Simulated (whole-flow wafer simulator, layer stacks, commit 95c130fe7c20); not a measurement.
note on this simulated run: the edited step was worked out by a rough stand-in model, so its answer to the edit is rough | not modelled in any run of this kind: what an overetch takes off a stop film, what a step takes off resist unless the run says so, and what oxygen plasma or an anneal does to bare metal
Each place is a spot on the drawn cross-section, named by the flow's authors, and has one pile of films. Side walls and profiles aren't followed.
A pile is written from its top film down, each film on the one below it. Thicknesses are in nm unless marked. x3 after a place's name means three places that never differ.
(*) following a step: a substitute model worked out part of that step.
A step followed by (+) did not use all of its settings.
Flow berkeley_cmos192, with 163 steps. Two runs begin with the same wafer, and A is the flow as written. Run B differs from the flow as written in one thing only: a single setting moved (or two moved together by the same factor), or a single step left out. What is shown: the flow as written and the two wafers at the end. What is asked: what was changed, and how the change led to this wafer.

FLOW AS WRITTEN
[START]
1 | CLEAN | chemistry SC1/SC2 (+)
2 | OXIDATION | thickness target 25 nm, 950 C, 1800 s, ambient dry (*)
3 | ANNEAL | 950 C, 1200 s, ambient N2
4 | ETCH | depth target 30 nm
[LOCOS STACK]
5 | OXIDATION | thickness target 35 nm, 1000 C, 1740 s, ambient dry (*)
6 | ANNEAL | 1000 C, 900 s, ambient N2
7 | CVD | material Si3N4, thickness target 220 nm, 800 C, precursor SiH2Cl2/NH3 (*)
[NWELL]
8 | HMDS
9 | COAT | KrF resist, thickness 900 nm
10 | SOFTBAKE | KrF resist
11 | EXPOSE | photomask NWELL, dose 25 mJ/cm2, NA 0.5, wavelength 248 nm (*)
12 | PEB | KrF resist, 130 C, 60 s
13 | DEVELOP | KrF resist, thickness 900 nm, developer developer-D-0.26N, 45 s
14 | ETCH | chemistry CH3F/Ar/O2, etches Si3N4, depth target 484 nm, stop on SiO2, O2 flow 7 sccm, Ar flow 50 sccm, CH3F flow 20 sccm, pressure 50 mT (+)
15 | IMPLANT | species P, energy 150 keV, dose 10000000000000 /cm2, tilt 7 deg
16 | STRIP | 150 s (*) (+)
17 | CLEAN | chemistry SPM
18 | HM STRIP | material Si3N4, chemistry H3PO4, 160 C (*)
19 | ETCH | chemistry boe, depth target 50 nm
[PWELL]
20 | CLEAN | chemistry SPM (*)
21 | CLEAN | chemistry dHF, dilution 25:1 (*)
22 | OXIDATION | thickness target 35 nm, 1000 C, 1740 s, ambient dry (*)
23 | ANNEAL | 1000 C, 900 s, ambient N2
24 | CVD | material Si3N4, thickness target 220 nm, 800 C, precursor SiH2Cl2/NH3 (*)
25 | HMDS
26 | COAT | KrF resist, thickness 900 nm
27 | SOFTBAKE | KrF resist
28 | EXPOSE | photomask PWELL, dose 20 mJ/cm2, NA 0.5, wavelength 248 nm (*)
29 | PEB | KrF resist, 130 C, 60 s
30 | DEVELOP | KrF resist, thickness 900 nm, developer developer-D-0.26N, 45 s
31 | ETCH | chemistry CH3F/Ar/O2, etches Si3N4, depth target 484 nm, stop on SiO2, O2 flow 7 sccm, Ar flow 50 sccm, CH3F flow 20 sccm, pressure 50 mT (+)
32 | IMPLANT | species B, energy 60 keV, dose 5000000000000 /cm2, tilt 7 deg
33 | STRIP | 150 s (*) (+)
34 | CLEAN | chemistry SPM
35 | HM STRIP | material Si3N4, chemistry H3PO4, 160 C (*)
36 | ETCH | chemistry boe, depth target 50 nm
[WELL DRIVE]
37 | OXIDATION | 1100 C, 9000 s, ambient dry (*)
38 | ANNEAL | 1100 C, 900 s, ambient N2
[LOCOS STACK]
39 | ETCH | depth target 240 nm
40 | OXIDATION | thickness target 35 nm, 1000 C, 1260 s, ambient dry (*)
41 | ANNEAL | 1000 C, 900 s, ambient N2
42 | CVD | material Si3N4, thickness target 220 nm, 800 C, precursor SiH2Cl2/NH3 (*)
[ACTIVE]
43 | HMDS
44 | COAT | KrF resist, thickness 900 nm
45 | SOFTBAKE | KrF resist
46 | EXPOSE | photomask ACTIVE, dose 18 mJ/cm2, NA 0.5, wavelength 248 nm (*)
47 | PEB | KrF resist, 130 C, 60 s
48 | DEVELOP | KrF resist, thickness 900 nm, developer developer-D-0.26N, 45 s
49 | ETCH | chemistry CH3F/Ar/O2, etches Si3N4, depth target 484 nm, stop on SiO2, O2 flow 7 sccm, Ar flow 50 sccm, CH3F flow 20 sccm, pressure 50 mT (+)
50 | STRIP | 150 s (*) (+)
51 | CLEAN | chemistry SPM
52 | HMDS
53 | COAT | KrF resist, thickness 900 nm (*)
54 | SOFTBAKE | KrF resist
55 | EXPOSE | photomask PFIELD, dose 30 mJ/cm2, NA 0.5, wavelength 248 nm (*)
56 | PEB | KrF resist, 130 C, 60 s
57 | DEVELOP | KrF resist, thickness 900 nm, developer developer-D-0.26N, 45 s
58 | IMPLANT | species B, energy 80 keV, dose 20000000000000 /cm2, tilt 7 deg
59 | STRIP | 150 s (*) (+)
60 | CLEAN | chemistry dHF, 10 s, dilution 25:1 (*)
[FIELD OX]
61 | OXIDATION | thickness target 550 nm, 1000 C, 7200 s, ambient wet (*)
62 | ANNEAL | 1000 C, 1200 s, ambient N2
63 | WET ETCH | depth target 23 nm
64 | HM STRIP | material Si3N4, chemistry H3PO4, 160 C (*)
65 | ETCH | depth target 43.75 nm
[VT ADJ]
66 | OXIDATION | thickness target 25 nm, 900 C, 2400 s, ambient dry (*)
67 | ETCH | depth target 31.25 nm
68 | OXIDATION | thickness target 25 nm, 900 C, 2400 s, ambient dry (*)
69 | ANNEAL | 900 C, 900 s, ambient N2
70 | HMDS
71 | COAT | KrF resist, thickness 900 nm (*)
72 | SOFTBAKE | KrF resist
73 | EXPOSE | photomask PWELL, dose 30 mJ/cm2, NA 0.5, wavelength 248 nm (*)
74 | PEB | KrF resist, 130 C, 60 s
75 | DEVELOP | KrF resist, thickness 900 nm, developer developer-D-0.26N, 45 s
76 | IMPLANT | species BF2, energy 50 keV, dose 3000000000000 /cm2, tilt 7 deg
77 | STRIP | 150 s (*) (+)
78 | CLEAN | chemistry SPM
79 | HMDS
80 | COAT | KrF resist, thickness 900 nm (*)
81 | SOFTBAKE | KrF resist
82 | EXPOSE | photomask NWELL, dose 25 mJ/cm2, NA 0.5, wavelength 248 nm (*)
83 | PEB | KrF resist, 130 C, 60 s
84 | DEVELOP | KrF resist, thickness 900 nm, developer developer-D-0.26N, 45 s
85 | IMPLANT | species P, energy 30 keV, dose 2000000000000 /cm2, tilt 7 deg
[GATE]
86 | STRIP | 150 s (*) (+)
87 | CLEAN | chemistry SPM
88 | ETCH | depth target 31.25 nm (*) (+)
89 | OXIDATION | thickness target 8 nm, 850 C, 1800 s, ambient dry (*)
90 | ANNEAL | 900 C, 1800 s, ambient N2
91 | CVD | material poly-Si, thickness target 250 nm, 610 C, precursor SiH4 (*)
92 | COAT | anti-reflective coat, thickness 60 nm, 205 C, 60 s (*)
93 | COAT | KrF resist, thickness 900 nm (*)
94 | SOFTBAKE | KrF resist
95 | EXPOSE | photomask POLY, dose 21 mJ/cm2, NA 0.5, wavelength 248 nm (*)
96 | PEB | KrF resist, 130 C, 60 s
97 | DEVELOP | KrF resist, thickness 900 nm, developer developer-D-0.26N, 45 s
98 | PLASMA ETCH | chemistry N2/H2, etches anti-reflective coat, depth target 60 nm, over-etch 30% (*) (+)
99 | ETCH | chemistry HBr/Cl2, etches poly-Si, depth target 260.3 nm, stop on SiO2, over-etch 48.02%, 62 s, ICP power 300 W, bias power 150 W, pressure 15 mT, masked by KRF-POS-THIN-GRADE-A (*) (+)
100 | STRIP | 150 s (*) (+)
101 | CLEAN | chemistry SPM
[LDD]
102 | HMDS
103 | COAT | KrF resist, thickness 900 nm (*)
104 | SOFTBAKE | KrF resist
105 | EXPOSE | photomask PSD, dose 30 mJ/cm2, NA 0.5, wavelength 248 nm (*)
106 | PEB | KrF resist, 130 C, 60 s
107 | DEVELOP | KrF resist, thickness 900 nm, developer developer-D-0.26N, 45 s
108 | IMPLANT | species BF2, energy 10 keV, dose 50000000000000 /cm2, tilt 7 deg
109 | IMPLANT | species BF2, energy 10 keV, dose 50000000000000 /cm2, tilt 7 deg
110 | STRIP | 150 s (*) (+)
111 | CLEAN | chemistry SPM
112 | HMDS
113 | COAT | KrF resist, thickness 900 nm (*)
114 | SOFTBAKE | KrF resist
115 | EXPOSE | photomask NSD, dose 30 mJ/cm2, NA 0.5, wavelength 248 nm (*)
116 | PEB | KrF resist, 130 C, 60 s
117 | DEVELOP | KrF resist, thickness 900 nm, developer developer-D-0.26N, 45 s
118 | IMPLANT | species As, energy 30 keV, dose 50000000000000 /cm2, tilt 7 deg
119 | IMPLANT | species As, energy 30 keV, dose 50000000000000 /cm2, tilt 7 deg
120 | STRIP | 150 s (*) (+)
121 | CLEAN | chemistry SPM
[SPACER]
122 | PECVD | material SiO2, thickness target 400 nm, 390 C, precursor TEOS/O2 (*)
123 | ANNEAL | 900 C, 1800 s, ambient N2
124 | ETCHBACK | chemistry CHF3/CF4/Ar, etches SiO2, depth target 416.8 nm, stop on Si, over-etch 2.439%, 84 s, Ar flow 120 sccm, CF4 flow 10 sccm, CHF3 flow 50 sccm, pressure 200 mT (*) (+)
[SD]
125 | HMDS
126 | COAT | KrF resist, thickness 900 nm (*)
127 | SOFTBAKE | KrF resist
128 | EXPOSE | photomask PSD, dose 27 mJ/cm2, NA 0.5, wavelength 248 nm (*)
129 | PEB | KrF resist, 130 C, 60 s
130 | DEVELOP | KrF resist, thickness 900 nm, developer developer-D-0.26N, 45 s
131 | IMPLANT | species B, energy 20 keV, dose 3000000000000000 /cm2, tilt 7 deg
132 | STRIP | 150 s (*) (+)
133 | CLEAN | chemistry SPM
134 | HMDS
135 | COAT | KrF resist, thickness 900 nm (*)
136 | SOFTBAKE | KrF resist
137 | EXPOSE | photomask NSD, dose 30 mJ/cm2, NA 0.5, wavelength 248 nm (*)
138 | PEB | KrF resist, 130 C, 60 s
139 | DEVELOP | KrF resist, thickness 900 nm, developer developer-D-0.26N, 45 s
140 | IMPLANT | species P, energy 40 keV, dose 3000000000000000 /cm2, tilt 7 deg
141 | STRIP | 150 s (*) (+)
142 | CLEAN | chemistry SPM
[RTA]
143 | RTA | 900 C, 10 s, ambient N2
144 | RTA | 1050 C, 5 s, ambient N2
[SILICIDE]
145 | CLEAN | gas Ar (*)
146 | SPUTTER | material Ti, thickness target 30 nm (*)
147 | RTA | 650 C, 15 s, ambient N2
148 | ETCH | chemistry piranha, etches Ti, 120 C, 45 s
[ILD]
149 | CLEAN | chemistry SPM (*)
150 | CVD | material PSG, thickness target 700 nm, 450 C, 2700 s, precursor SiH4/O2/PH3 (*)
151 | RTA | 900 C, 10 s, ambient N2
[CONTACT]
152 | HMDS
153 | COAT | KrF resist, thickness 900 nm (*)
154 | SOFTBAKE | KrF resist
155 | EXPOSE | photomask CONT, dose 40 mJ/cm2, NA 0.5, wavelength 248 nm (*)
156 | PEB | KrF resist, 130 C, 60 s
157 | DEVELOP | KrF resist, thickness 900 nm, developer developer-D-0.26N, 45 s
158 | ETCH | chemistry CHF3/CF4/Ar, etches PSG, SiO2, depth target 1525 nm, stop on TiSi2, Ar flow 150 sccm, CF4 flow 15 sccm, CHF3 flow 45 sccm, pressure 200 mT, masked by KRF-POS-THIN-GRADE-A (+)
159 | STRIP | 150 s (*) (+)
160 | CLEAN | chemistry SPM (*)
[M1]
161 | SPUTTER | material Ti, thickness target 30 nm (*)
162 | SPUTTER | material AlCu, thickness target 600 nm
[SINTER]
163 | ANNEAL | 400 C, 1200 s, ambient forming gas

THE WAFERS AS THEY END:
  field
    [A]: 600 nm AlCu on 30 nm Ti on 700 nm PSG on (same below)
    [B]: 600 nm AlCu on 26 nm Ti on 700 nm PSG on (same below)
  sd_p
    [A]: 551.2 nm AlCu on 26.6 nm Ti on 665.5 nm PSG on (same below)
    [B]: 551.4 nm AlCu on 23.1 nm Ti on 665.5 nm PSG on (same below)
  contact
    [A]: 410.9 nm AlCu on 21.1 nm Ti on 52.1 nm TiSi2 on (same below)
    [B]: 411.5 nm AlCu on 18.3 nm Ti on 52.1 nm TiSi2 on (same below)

Cause: step 161, SPUTTER: thickness target 26 nm was run, while the flow as written has thickness target 30 nm.
One can read it off the wafer: field has Ti 26, and step 161 as written asks for 30 nm.

The path from the change to this, step by step:
  161 | SPUTTER | material Ti, thickness target 30 nm (*)
      field, sd_n, spacer_n, gate, spacer_p, gate_p, m1: A Ti gains 30 (new film) | B Ti gains 26 (new film)
      sd_p: A Ti gains 26.6 (new film) | B Ti gains 23.1 (new film)
      (and at 1 other place as well)
